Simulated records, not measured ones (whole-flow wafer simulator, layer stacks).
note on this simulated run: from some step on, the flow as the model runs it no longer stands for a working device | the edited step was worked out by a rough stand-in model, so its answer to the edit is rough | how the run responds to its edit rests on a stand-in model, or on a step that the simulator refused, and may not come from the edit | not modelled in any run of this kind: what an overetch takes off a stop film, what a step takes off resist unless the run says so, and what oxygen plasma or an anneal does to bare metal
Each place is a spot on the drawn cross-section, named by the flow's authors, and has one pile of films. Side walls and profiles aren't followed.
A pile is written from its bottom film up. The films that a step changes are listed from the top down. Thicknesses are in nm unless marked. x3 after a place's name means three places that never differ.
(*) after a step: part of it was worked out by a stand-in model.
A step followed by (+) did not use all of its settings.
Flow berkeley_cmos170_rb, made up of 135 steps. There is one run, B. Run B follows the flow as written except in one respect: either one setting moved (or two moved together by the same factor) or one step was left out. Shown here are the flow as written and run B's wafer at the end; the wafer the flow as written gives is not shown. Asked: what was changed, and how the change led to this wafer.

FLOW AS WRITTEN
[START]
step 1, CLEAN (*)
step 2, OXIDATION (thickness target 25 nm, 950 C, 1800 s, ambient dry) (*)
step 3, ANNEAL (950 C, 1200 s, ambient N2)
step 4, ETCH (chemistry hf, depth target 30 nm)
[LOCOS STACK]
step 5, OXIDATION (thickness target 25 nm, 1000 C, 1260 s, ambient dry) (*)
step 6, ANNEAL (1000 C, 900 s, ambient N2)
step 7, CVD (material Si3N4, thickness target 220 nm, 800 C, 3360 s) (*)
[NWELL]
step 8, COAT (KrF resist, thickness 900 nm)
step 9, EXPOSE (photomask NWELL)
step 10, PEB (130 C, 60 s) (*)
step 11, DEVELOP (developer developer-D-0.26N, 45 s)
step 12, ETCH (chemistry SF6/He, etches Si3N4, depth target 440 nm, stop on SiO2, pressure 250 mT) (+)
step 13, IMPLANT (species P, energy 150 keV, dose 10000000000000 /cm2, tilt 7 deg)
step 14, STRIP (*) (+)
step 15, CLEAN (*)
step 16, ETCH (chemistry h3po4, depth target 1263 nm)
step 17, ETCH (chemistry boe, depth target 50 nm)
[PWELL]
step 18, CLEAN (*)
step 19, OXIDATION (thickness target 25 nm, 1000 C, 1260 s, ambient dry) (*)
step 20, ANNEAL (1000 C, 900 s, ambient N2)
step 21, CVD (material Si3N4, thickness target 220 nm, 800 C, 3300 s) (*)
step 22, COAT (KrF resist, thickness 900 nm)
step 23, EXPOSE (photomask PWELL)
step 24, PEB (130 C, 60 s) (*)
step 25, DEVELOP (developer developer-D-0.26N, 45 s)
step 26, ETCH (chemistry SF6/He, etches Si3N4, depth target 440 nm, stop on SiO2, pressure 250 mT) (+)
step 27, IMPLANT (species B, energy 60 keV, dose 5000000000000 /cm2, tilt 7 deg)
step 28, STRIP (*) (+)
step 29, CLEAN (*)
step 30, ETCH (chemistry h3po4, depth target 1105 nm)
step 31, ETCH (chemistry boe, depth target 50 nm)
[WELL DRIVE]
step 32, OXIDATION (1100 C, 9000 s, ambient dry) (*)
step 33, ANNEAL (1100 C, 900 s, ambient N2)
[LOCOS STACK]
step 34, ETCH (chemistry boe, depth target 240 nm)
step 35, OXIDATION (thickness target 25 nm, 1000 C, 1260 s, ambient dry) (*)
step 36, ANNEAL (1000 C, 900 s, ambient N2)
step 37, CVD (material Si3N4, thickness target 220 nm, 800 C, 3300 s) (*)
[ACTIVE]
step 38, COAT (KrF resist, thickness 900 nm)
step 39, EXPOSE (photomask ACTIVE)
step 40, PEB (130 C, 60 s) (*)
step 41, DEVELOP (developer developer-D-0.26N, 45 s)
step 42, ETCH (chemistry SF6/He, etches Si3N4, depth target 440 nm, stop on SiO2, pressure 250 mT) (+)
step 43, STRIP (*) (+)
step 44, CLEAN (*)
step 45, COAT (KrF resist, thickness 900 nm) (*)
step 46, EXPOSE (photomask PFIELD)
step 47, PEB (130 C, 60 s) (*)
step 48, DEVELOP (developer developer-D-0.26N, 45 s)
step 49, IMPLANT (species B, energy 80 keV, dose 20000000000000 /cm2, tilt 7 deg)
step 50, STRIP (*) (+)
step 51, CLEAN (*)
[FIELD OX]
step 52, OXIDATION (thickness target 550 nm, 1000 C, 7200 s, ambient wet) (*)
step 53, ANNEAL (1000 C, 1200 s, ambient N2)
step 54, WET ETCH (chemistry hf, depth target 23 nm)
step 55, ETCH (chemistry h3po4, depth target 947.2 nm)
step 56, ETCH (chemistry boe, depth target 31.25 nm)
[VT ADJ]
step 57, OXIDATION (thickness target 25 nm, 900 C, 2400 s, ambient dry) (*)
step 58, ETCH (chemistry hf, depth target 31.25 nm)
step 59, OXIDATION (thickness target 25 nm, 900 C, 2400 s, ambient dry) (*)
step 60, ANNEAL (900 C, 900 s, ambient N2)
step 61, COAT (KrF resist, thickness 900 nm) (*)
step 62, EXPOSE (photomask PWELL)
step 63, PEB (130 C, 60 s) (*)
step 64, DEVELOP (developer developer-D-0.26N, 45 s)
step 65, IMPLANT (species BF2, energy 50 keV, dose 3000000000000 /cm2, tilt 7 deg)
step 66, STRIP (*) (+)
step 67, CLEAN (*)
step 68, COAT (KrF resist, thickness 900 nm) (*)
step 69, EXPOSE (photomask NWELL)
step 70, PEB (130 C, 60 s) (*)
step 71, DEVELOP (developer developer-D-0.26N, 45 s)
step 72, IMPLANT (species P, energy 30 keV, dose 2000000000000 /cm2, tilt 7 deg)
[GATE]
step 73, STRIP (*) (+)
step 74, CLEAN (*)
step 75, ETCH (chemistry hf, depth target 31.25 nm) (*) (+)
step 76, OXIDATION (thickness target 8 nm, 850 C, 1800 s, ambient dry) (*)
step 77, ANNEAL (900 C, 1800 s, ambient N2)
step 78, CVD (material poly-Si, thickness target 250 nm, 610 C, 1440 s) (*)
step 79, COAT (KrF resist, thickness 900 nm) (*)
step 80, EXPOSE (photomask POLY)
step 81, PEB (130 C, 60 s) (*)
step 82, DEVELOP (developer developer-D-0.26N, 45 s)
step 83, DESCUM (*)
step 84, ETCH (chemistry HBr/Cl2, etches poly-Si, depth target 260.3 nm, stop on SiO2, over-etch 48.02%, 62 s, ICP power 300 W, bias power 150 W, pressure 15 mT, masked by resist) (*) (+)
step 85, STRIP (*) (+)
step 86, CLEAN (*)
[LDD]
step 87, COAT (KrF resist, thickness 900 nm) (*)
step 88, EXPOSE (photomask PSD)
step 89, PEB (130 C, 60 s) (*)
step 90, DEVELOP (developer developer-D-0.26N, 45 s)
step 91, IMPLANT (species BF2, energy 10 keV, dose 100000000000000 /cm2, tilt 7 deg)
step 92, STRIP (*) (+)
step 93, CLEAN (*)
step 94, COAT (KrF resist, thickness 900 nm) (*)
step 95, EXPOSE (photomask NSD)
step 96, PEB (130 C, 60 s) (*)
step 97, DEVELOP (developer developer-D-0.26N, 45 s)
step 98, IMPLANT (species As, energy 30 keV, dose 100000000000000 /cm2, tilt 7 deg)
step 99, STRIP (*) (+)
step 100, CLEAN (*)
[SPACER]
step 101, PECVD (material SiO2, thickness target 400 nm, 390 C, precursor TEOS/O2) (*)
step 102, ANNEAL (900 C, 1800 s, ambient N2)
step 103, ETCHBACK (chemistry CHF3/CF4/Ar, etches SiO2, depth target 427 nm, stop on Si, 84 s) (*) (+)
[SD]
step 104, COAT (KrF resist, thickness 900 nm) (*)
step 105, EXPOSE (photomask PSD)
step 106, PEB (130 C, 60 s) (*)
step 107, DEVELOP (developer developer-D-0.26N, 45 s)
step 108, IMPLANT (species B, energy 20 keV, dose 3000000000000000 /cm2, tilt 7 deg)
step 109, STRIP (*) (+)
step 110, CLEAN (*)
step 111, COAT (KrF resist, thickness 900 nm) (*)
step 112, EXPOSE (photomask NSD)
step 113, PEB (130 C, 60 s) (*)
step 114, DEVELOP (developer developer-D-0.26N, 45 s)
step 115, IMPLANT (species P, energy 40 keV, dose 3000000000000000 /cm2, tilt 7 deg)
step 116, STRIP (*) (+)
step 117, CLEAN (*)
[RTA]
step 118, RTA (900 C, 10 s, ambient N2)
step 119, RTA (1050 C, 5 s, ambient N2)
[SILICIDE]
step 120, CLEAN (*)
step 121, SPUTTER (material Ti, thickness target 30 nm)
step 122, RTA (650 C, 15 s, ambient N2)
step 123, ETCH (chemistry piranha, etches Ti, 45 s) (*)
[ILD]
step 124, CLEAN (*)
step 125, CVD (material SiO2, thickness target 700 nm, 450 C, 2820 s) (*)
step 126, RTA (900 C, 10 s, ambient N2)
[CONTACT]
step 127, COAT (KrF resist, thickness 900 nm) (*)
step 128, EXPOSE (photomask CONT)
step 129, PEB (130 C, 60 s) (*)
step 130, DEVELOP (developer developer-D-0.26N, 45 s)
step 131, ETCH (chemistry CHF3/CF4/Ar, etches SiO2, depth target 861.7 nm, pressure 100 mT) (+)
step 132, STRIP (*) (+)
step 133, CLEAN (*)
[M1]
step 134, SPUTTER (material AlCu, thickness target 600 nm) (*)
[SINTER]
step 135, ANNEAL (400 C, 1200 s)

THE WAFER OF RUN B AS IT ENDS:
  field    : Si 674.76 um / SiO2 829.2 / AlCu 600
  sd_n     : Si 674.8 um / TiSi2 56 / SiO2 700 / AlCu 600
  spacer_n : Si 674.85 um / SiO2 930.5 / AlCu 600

What caused this: step 52, OXIDATION: 900 C was run, while the flow as written has 1000 C.

How this came from the change, step by step:
  step 52, OXIDATION (thickness target 550 nm, 1000 C, 7200 s, ambient wet) (*)
      gate: +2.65 SiO2 (new film), -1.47 Si3N4 (as written it would have been: +12.9 SiO2 (new film), -7.1 Si3N4, +0.08 SiO2, -0.08 Si)
      spacer_n, spacer_p, gate_p, contact: +2.65 SiO2 (new film), -1.47 Si3N4 (as written it would have been: +12.9 SiO2 (new film), -7.1 Si3N4)
      (also at 4 further places)
  step 54, WET ETCH (chemistry hf, depth target 23 nm)
      sd_n, spacer_n, gate, sd_p, spacer_p, gate_p, contact, m1: -2.65 SiO2 (all of it) (as written it would have been: -12.9 SiO2 (all of it))
  step 55, ETCH (chemistry h3po4, depth target 947.2 nm)
      sd_n, spacer_n, gate, sd_p, spacer_p, gate_p, contact, m1: -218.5 Si3N4 (all of it) (as written it would have been: -212.9 Si3N4 (all of it))
  step 56, ETCH (chemistry boe, depth target 31.25 nm)
      sd_n: -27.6 SiO2 (all of it) (as written it would have been: -28.8 SiO2 (all of it))
      m1: -28.8 SiO2 (all of it) (as written it would have been: -31.5 SiO2 (all of it))
  step 57, OXIDATION (thickness target 25 nm, 900 C, 2400 s, ambient dry) (*)
      field: +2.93 SiO2, -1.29 Si (as written it would have been: +1.48 SiO2, -0.65 Si)
  step 59, OXIDATION (thickness target 25 nm, 900 C, 2400 s, ambient dry) (*)
      field: +3.2 SiO2, -1.41 Si (as written it would have been: +1.55 SiO2, -0.68 Si)
  step 61, COAT (KrF resist, thickness 900 nm) (*)
      field: +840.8 KrF resist (new film) (as written it would have been: +705.7 KrF resist (new film))
      sd_n: +916.2 KrF resist (new film) (as written it would have been: +957.5 KrF resist (new film))
      (also at 3 further places)
  step 64, DEVELOP (developer developer-D-0.26N, 45 s)
      field: -840.8 KrF resist (all of it) (as written it would have been: -705.7 KrF resist (all of it))
      sd_n: -916.2 KrF resist (all of it) (as written it would have been: -957.5 KrF resist (all of it))
      (also at 1 further place)
  step 66, STRIP (*) (+)
      sd_p: -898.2 KrF resist (all of it) (as written it would have been: -927.7 KrF resist (all of it))
      m1: -900.5 KrF resist (all of it) (as written it would have been: -936.1 KrF resist (all of it))
  step 68, COAT (KrF resist, thickness 900 nm) (*)
      field: +840.8 KrF resist (new film) (as written it would have been: +705.7 KrF resist (new film))
      sd_n: +916.2 KrF resist (new film) (as written it would have been: +957.5 KrF resist (new film))
      (also at 3 further places)
  step 71, DEVELOP (developer developer-D-0.26N, 45 s)
      sd_p: -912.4 KrF resist (all of it) (as written it would have been: -941.9 KrF resist (all of it))
  step 73, STRIP (*) (+)
      field: -826.6 KrF resist (all of it) (as written it would have been: -691.4 KrF resist (all of it))
      sd_n: -902 KrF resist (all of it) (as written it would have been: -943.2 KrF resist (all of it))
      (also at 2 further places)
  step 76, OXIDATION (thickness target 8 nm, 850 C, 1800 s, ambient dry) (*)
      field: +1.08 SiO2, -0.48 Si (as written it would have been: +0.48 SiO2, -0.21 Si)
  step 79, COAT (KrF resist, thickness 900 nm) (*)
      spacer_n, spacer_p, gate_p: +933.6 KrF resist (new film) (as written it would have been: +1122.5 KrF resist (new film))
      gate: +933.6 KrF resist (new film) (as written it would have been: +1122.6 KrF resist (new film))
      (also at 2 further places)
  step 82, DEVELOP (developer developer-D-0.26N, 45 s)
      spacer_n, spacer_p: -933.6 KrF resist (all of it) (as written it would have been: -1122.5 KrF resist (all of it))
      contact: -909.8 KrF resist (all of it) (as written it would have been: -948.3 KrF resist (all of it))
      (also at 1 further place)
  step 85, STRIP (*) (+)
      gate: -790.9 KrF resist (all of it) (as written it would have been: -980 KrF resist (all of it))
      gate_p: -790.9 KrF resist (all of it) (as written it would have been: -979.9 KrF resist (all of it))
  ... 21 other steps ...
  step 134, SPUTTER (material AlCu, thickness target 600 nm) (*)
      sd_p: +600 AlCu (new film) (as written it would have been: +545.9 AlCu (new film))
